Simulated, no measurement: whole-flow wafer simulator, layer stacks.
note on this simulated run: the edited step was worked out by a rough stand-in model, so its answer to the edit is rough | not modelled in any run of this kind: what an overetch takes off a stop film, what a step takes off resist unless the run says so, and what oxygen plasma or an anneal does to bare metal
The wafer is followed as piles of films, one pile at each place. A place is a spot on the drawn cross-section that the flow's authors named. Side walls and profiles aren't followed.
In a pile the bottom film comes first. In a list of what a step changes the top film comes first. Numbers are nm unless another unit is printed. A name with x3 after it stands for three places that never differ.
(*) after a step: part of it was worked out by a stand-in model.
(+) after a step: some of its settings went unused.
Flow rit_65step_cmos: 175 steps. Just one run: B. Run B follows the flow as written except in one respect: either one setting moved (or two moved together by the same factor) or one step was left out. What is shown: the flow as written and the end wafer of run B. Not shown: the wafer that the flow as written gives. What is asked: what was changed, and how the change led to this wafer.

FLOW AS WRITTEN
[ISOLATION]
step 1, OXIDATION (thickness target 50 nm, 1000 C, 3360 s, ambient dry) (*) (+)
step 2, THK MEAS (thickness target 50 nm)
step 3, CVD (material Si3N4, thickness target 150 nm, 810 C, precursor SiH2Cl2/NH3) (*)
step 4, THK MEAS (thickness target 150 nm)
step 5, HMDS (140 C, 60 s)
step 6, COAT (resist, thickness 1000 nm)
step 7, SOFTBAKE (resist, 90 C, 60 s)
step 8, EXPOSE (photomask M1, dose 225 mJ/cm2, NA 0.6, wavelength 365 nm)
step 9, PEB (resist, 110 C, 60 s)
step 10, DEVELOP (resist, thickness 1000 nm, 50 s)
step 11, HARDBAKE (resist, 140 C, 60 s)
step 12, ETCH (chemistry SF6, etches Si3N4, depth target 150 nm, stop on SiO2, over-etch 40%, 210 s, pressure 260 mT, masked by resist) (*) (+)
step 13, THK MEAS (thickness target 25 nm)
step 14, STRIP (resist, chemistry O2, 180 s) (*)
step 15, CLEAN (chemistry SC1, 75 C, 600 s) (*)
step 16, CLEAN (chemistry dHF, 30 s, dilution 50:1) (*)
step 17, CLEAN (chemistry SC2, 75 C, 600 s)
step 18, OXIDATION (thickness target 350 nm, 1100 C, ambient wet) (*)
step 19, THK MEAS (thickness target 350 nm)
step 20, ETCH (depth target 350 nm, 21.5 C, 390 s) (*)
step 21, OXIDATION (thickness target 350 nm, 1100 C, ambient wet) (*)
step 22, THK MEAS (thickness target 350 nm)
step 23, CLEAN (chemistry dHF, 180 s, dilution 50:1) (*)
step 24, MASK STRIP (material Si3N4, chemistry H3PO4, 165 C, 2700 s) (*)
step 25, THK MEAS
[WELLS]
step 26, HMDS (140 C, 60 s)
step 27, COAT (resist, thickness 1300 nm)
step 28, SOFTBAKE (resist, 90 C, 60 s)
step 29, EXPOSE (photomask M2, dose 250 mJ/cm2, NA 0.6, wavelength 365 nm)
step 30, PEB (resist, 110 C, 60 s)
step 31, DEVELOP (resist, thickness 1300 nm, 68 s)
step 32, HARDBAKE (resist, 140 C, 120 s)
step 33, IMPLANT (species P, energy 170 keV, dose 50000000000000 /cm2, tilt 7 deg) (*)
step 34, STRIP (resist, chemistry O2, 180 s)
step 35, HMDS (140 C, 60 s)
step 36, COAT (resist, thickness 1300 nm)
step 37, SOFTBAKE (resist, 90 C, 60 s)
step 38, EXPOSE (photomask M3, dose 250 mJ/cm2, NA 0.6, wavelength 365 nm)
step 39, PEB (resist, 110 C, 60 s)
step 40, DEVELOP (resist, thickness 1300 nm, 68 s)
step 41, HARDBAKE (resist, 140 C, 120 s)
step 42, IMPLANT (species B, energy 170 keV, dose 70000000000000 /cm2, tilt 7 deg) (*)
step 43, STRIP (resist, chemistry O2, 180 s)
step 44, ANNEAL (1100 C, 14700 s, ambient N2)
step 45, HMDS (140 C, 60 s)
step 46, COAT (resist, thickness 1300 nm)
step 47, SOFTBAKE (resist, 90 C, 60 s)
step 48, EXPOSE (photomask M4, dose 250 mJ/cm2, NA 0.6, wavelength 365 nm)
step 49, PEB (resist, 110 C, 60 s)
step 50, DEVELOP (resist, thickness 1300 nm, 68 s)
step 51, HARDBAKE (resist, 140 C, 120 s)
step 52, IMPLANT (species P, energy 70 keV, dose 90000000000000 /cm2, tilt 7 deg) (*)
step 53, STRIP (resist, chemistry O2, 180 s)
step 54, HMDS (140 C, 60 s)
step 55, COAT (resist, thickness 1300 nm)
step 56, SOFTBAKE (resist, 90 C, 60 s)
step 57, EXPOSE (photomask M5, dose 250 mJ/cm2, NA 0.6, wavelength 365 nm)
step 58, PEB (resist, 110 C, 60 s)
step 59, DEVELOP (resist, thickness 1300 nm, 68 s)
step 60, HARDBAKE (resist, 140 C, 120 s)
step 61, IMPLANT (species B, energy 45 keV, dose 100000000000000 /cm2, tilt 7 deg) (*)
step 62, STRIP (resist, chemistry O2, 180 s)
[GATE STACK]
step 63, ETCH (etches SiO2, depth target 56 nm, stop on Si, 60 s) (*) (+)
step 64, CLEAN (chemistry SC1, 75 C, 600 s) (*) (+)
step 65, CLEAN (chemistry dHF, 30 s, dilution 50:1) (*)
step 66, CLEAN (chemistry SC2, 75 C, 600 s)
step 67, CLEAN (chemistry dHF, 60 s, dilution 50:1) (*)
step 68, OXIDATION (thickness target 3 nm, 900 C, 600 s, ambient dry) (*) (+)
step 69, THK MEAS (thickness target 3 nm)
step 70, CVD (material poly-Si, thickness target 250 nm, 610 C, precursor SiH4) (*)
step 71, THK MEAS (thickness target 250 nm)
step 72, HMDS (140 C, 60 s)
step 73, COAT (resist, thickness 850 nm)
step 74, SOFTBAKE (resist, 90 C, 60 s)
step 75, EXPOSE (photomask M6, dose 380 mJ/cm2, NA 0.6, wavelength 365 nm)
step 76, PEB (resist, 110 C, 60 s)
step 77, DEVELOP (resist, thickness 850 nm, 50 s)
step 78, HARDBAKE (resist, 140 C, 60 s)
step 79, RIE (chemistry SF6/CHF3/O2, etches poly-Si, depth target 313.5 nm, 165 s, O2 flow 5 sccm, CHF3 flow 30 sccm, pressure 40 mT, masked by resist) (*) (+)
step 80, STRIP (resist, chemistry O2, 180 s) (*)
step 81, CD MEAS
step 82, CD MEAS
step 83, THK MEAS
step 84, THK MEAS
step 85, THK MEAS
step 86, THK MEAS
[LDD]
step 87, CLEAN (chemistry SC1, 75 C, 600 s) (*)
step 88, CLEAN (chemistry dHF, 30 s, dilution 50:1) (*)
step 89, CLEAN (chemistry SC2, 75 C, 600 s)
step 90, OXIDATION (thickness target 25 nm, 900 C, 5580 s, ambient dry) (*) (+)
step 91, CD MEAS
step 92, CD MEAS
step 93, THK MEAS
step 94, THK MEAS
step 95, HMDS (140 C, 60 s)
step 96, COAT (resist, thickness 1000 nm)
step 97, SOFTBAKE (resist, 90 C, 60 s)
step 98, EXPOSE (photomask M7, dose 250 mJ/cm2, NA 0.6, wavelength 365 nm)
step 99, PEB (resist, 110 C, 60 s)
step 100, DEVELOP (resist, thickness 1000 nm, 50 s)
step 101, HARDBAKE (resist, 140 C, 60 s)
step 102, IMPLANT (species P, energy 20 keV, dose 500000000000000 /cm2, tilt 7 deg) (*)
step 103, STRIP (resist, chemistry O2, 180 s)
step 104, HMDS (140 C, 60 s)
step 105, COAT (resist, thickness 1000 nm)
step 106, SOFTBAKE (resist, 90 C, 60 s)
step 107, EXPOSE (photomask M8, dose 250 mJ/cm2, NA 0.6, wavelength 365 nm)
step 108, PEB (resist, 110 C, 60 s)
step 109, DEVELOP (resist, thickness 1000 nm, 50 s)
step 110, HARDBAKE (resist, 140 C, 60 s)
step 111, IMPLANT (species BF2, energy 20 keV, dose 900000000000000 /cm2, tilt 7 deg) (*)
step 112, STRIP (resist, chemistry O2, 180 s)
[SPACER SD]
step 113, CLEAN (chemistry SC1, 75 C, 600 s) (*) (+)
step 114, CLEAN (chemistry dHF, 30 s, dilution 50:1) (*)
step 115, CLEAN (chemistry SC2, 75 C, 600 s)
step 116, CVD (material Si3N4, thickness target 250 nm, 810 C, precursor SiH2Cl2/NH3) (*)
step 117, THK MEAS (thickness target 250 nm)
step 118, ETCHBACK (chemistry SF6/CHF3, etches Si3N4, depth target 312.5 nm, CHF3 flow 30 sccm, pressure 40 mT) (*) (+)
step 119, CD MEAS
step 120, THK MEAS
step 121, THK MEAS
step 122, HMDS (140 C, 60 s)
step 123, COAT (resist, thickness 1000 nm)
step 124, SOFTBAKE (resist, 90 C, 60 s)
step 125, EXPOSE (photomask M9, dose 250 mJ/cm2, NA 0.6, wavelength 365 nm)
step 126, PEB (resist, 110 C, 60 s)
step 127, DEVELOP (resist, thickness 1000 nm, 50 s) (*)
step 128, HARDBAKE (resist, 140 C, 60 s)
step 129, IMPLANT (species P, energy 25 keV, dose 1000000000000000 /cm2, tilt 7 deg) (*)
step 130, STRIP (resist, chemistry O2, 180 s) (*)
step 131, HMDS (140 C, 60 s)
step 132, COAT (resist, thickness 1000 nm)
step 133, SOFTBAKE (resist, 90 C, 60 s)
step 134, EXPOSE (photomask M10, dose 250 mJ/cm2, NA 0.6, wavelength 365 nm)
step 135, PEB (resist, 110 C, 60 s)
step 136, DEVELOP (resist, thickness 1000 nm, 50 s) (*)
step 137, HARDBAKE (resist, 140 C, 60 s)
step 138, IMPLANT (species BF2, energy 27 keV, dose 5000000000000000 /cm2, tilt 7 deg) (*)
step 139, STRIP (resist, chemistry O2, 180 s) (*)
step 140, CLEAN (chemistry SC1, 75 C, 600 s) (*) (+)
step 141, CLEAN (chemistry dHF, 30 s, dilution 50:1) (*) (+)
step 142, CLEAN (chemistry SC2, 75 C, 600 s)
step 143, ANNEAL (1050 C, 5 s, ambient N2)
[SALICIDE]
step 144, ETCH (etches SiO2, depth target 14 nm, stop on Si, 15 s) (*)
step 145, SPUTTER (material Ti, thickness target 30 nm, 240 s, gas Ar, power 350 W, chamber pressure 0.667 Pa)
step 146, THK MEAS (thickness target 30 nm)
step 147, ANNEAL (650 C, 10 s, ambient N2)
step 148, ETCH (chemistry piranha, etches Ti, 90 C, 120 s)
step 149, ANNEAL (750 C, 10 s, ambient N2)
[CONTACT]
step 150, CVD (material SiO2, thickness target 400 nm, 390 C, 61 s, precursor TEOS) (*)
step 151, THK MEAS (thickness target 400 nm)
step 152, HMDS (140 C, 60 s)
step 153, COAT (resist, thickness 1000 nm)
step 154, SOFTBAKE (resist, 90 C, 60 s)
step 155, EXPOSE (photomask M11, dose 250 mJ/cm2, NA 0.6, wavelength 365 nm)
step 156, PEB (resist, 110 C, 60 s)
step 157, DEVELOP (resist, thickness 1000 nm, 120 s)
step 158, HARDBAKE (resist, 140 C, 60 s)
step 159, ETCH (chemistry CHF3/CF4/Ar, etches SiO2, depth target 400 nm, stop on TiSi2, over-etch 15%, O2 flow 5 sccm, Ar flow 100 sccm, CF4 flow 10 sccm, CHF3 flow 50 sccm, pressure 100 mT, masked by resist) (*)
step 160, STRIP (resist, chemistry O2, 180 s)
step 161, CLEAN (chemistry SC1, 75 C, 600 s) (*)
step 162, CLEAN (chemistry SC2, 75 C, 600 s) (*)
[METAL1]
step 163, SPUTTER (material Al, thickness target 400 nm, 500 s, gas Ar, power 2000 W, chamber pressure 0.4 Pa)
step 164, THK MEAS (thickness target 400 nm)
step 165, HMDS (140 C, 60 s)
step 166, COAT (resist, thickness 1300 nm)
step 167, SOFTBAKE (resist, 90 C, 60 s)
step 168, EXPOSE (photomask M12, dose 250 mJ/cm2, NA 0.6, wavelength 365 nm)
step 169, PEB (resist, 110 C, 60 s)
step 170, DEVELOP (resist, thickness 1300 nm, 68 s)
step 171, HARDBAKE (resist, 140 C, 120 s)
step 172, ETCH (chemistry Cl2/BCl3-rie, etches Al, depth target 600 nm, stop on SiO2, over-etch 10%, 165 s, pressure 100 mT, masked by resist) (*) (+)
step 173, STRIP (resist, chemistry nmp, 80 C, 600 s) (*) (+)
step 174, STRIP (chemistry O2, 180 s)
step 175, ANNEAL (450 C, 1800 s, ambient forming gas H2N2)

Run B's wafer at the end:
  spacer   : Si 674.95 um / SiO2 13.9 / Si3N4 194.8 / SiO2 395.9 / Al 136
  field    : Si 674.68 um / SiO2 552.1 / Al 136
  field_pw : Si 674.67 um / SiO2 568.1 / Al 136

The reason: step 172, ETCH: depth target 240 nm was run, whereas the flow has depth target 600 nm.

How this came from the change, step by step:
  step 172, ETCH (chemistry Cl2/BCl3-rie, etches Al, depth target 600 nm, stop on SiO2, over-etch 10%, 165 s, pressure 100 mT, masked by resist) (*) (+)
      field, field_pw, field_p, spacer, spacer_p: Al loses 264 (it would be, as written: Al loses 400 (all of it), SiO2 loses 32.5)
      gate_n, gate_p: Al loses 264 (it would be, as written: Al loses 396 (all of it), SiO2 loses 33)
      (as well as at 1 more place)
If metal films that touch count as one body, spacer has 1 body; the flow as written gives 0 bodies.
If metal films that touch count as one body, field has 1 body; the flow as written gives 0 bodies.
If metal films that touch count as one body, field_pw has 1 body; the flow as written gives 0 bodies.
